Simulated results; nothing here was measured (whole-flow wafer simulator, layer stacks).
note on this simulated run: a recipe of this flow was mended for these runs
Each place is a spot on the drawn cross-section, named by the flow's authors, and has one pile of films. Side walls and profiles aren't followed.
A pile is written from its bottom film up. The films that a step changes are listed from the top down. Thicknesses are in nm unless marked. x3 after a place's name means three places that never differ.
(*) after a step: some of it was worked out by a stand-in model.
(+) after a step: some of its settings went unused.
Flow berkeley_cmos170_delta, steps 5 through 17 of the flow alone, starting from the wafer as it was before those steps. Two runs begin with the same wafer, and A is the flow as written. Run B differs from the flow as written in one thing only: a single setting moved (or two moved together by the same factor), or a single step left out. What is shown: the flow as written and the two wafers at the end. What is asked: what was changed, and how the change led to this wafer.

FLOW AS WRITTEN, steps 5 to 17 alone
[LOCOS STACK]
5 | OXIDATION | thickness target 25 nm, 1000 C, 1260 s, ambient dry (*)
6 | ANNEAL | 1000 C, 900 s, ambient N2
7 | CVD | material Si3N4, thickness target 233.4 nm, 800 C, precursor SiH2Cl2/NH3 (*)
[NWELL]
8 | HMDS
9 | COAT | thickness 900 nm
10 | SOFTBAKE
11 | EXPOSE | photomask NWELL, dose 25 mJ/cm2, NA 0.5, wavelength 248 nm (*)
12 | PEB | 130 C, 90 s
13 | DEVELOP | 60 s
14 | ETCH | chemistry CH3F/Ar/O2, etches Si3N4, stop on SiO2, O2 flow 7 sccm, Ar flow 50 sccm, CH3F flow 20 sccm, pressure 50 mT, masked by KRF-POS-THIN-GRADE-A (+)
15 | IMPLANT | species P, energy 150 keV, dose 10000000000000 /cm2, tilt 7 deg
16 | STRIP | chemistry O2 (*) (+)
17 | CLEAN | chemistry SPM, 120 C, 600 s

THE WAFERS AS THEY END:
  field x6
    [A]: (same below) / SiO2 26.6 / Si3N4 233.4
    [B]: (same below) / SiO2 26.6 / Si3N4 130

Cause: step 7, CVD: thickness target 130 nm was run, though the flow has thickness target 233.4 nm.
The wafer lets one read it off: field x6 has Si3N4 130, and step 7 as written asks for 233.4 nm.

Step by step, how the change led to this:
  7 | CVD | material Si3N4, thickness target 233.4 nm, 800 C, precursor SiH2Cl2/NH3 (*)
      field x6, sd_p x3: A +233.4 Si3N4 (new film) | B +130 Si3N4 (new film)
  14 | ETCH | chemistry CH3F/Ar/O2, etches Si3N4, stop on SiO2, O2 flow 7 sccm, Ar flow 50 sccm, CH3F flow 20 sccm, pressure 50 mT, masked by KRF-POS-THIN-GRADE-A (+)
      field x6: A -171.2 KrF-resist | B -102.2 KrF-resist
      sd_p x3: A -233.4 Si3N4 (all of it), -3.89 SiO2 | B -130 Si3N4 (all of it), -3.89 SiO2
  16 | STRIP | chemistry O2 (*) (+)
      field x6: A -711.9 KrF-resist (all of it) | B -780.8 KrF-resist (all of it)
